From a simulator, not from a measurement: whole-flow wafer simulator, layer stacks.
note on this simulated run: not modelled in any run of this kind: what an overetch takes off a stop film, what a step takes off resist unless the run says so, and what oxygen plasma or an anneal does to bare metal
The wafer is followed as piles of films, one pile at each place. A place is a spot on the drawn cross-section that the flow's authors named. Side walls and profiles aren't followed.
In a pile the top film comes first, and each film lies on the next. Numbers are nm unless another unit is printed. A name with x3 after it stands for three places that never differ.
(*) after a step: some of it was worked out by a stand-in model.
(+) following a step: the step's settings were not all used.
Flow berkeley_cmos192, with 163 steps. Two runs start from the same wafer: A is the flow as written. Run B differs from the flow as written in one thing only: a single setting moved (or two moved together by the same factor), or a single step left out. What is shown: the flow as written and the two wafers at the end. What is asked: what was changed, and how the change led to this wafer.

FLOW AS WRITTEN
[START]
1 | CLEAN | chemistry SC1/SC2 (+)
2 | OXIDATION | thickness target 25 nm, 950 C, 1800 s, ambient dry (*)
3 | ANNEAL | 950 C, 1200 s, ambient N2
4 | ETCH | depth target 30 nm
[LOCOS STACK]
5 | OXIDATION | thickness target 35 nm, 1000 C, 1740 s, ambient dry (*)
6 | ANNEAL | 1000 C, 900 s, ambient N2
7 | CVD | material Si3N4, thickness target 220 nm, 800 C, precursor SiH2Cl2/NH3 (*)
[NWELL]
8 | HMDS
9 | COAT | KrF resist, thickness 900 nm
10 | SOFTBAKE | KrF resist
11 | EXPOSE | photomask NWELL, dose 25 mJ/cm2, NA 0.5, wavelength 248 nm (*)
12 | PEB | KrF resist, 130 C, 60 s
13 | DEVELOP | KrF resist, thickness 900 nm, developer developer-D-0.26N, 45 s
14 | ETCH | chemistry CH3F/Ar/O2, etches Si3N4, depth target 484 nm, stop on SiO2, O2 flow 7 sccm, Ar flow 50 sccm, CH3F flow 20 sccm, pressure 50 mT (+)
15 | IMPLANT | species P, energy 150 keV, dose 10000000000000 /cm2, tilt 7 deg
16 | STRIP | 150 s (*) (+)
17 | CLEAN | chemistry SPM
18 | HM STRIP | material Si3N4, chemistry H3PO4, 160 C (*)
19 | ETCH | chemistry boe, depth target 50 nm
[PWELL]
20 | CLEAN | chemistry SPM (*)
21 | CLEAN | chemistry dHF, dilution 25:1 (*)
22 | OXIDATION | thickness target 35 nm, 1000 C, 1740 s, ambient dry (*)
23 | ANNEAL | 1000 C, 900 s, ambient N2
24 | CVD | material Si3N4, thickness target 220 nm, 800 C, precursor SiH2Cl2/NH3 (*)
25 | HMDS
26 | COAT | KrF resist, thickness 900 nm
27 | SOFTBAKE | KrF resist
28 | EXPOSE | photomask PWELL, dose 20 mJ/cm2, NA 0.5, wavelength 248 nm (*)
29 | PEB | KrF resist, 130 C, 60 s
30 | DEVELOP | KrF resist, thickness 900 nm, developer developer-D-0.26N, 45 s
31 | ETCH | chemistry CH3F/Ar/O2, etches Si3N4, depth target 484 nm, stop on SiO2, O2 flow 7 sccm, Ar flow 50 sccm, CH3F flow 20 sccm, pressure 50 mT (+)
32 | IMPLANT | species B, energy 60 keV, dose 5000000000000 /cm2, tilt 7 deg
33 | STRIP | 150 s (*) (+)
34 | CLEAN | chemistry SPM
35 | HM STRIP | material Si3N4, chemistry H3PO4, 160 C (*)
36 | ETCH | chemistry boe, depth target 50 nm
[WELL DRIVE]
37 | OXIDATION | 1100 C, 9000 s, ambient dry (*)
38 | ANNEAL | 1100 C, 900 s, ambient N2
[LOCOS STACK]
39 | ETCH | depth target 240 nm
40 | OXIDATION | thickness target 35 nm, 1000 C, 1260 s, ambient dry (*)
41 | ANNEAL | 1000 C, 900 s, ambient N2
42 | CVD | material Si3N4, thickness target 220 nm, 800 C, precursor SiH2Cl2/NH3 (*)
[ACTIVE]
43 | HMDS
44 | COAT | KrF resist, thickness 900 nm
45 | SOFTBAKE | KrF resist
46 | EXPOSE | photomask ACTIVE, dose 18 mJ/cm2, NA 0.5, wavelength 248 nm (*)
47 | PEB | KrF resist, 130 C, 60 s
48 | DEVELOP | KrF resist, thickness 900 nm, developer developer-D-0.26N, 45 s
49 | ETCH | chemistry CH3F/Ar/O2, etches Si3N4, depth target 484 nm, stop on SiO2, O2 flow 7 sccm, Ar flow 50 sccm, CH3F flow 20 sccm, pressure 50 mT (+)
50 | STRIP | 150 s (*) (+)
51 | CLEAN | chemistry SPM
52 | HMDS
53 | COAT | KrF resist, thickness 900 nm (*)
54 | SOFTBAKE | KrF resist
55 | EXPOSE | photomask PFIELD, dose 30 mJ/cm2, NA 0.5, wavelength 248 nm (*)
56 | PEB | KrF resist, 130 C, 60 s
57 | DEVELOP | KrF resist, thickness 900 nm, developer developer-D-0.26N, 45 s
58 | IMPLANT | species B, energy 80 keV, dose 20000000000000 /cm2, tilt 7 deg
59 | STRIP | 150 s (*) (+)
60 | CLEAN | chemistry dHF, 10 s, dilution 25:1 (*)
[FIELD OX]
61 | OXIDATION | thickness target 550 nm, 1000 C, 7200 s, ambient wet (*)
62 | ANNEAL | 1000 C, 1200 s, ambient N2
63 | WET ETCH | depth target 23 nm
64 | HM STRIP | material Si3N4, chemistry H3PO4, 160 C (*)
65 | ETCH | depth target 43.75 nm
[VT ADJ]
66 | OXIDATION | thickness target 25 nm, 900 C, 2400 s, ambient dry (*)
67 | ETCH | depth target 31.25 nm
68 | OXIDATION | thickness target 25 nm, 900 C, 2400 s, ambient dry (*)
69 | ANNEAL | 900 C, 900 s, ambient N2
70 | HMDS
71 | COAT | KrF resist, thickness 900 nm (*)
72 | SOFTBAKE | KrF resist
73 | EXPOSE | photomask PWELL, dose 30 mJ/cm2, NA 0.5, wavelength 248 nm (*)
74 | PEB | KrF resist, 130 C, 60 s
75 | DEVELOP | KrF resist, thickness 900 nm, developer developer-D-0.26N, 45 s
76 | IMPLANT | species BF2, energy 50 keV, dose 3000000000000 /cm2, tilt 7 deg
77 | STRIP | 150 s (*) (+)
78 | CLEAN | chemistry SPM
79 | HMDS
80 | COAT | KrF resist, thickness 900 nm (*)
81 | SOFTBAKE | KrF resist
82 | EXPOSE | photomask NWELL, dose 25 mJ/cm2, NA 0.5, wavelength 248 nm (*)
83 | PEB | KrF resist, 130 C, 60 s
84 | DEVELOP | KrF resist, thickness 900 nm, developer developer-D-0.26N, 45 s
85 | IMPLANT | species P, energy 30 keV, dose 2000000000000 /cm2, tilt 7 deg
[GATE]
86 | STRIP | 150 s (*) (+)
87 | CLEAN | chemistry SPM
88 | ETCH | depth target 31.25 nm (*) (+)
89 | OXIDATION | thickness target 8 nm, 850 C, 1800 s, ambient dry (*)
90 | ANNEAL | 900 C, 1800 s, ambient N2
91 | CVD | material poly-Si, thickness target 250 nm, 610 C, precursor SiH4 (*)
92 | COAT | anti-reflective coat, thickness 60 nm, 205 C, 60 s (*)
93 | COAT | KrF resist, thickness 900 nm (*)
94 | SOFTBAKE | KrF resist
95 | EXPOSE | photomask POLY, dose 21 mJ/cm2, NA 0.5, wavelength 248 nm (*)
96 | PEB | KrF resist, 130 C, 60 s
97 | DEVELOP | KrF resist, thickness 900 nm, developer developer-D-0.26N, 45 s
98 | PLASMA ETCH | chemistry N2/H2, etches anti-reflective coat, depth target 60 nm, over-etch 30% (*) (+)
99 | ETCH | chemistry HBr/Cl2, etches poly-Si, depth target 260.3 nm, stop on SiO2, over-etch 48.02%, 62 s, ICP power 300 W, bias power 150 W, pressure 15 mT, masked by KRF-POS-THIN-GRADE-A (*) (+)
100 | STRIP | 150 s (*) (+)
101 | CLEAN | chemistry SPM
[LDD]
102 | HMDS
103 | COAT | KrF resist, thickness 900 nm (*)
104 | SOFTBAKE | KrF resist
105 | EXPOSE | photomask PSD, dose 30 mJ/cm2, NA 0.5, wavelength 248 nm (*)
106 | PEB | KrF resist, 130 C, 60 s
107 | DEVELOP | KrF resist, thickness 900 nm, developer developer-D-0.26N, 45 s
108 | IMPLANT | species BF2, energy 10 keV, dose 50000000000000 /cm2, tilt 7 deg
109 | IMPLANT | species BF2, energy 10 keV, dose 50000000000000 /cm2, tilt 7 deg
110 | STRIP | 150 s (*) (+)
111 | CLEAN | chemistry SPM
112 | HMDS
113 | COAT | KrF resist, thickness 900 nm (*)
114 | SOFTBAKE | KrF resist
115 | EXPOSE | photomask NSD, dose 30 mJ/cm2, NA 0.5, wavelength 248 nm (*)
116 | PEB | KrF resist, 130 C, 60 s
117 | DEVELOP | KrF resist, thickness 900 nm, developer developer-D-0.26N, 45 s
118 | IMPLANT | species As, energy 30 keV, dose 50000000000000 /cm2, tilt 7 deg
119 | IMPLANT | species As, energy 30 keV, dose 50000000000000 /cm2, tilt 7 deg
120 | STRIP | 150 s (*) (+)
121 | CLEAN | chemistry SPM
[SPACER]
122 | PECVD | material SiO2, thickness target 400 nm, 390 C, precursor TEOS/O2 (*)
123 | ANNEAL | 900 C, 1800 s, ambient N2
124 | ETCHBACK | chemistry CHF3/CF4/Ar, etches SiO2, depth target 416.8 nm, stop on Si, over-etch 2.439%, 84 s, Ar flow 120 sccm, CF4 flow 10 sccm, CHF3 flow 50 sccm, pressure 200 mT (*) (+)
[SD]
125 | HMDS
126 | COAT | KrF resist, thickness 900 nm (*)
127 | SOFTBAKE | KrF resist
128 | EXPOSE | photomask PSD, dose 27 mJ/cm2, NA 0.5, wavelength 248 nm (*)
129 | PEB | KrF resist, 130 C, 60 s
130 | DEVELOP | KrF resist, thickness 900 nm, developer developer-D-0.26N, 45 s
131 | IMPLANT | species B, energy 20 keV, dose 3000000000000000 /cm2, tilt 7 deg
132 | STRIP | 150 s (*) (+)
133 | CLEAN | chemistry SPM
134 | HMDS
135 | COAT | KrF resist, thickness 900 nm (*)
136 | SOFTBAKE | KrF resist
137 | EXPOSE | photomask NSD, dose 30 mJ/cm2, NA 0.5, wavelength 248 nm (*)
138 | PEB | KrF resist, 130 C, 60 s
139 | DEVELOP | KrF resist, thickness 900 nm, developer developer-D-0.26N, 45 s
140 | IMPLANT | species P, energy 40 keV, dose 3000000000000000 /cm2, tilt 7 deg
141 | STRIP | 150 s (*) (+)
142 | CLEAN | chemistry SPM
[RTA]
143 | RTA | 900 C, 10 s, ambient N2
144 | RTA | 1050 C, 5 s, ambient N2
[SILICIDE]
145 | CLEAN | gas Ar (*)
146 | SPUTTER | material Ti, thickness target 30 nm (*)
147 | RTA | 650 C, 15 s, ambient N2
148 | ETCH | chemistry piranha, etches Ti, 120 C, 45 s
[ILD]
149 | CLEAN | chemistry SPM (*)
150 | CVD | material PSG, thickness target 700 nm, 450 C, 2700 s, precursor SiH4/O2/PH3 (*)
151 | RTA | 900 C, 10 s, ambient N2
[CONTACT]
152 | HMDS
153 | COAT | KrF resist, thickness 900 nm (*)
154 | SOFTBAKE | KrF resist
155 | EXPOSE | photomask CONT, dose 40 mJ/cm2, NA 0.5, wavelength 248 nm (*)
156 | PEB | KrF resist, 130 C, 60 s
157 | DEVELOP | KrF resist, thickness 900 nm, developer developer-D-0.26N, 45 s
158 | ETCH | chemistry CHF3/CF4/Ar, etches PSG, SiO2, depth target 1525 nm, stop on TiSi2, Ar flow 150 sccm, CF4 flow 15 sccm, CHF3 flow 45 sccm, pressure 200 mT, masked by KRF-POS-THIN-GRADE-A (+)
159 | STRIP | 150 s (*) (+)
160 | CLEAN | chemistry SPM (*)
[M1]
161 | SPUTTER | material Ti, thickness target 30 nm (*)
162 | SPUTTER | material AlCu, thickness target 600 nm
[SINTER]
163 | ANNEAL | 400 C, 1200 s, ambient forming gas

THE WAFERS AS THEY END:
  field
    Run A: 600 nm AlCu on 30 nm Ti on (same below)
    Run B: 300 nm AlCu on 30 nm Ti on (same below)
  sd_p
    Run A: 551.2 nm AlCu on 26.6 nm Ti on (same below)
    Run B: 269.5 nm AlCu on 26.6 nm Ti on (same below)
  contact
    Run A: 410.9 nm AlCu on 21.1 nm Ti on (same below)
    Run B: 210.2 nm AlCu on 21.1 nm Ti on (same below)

What caused this: step 162, SPUTTER: thickness target 300 nm was run, whereas the flow has thickness target 600 nm.
The wafer lets one read it off: field has AlCu 300, and step 162 as written asks for 600 nm.

Step by step, how the change led to this:
  162 | SPUTTER | material AlCu, thickness target 600 nm
      field, sd_n, spacer_n, gate, spacer_p, gate_p, m1: A +600 AlCu (new film) | B +300 AlCu (new film)
      sd_p: A +551.2 AlCu (new film) | B +269.5 AlCu (new film)
      (as well as at 1 more place)
